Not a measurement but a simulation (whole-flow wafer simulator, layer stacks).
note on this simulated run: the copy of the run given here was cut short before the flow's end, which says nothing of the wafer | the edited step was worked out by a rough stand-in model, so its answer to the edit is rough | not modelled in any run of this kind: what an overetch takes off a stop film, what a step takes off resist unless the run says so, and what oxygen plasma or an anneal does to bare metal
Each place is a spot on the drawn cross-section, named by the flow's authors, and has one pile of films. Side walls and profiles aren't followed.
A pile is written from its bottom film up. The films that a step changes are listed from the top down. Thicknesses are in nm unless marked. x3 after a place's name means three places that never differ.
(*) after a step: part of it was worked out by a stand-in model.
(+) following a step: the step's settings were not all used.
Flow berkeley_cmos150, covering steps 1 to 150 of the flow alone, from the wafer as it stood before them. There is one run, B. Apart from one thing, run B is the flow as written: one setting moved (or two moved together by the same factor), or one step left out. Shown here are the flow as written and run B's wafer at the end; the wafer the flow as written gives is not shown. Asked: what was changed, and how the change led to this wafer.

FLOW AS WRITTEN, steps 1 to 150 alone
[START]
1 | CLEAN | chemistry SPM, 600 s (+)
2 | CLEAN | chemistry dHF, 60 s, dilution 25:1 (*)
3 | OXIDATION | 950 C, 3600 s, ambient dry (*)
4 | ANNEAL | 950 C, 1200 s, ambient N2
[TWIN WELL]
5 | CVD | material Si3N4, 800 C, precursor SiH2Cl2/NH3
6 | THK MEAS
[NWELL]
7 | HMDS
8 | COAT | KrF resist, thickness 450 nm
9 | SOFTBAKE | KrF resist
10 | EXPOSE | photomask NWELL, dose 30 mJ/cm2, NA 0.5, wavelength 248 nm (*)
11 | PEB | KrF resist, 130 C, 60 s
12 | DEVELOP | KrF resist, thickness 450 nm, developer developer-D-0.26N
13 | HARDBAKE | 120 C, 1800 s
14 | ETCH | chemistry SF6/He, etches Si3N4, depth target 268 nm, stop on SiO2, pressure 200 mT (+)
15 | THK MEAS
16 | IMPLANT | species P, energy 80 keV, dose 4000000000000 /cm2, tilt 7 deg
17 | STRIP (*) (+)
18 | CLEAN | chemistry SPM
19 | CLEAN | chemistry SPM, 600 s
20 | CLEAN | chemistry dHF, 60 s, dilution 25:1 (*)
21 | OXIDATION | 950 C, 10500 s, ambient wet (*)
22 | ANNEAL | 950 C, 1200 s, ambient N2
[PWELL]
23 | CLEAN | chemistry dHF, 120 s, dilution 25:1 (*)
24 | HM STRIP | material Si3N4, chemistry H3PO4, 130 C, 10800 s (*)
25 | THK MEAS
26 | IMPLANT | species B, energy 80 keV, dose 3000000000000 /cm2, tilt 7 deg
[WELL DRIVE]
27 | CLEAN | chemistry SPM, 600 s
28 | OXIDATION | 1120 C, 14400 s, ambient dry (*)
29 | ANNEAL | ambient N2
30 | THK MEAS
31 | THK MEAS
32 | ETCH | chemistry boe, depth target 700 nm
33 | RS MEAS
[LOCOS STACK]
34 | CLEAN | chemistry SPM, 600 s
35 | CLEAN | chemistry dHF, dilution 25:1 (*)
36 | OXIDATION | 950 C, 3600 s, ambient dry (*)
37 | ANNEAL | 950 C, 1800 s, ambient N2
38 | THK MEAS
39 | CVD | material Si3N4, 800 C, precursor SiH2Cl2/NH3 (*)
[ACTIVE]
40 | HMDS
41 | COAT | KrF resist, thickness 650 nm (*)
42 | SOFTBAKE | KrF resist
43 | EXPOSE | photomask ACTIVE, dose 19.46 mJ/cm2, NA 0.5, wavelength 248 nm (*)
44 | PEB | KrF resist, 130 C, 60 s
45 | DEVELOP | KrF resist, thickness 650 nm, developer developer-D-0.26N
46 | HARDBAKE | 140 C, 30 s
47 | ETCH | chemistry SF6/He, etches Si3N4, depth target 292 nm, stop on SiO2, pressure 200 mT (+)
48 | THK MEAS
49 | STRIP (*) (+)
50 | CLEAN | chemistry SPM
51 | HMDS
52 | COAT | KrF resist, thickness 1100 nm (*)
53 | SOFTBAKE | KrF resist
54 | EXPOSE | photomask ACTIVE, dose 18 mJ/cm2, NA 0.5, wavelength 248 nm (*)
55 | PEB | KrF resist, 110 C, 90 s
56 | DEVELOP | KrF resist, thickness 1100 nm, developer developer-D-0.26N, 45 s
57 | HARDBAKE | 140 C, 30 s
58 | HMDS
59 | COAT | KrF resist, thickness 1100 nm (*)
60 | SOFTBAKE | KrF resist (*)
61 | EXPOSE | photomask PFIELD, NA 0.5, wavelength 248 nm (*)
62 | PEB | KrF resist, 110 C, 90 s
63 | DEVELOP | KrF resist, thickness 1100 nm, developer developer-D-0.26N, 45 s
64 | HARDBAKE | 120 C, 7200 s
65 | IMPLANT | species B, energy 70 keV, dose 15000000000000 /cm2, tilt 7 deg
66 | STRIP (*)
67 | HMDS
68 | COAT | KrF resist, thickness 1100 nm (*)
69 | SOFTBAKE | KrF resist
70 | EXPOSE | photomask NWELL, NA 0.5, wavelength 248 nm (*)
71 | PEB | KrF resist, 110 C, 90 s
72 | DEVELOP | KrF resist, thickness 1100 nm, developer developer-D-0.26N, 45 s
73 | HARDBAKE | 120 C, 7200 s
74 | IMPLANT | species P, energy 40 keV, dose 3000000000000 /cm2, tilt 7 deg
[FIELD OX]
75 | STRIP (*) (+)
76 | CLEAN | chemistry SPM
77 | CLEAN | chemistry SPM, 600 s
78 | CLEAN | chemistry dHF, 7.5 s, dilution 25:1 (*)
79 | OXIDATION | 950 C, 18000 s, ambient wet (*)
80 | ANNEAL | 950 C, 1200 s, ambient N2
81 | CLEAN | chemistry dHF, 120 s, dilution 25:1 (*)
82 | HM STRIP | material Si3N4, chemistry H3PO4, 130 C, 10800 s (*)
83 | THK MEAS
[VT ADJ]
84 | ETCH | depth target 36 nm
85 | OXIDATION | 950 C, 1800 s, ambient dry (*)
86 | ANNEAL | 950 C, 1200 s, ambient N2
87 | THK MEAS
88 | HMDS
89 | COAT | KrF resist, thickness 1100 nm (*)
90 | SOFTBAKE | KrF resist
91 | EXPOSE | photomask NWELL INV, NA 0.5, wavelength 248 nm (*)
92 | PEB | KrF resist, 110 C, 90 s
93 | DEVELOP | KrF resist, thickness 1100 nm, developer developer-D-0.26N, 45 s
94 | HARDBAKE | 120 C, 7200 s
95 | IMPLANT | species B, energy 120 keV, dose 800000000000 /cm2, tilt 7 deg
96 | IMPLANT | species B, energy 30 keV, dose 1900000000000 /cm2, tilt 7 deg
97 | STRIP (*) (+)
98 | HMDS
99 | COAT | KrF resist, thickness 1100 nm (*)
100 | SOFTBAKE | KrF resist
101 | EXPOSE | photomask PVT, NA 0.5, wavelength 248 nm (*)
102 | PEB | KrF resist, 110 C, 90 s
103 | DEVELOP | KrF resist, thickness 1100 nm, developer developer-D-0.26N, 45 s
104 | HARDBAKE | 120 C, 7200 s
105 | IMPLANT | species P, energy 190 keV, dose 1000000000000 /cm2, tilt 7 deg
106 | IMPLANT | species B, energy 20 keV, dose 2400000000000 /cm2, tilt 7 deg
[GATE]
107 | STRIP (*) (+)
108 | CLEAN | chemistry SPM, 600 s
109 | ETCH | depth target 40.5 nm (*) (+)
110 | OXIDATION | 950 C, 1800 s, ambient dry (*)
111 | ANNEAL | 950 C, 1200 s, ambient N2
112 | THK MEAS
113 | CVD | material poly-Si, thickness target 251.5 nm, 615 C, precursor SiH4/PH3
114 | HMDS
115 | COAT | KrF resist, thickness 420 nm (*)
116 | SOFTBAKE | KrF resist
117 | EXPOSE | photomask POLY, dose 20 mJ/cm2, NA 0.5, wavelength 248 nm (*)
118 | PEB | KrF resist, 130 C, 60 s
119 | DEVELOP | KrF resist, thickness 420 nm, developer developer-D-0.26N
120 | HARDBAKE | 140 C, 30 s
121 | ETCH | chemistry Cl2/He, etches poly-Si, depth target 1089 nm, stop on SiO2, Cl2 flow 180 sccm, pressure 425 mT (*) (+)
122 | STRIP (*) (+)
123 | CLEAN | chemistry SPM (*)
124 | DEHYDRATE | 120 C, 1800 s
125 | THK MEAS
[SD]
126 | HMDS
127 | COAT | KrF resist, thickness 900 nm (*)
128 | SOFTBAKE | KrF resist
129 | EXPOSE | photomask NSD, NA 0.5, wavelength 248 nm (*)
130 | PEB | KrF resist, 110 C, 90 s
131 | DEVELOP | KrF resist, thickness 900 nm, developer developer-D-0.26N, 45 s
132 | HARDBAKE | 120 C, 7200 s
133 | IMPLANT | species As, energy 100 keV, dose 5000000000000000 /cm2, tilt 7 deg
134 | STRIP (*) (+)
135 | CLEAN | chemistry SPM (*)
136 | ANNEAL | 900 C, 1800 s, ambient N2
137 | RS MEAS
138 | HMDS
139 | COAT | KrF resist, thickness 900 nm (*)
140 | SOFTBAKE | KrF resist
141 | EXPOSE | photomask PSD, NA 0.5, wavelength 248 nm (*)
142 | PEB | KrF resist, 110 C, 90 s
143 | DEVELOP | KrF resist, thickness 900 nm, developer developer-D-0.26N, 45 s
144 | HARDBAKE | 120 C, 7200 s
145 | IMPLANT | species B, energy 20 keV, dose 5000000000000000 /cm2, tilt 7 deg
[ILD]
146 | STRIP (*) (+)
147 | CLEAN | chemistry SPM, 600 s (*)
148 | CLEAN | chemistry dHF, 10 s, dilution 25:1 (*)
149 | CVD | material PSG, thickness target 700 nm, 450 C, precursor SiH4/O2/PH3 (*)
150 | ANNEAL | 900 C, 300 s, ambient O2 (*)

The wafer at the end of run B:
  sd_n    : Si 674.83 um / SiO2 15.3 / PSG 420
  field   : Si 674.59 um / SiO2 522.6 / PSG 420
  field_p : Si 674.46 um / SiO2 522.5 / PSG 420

The reason: step 149, CVD: thickness target 420 nm was run, while the flow as written has thickness target 700 nm.
The wafer lets one read it off: sd_n has PSG 420, and step 149 as written asks for 700 nm.

How this came from the change, step by step:
  149 | CVD | material PSG, thickness target 700 nm, 450 C, precursor SiH4/O2/PH3 (*)
      field, field_p, sd_n, gate_n, gate_p, contact, m1: PSG gains 420 (new film) (in the flow as written it would be: PSG gains 700 (new film))
      sd_p: PSG gains 388.5 (new film) (in the flow as written it would be: PSG gains 639.5 (new film))
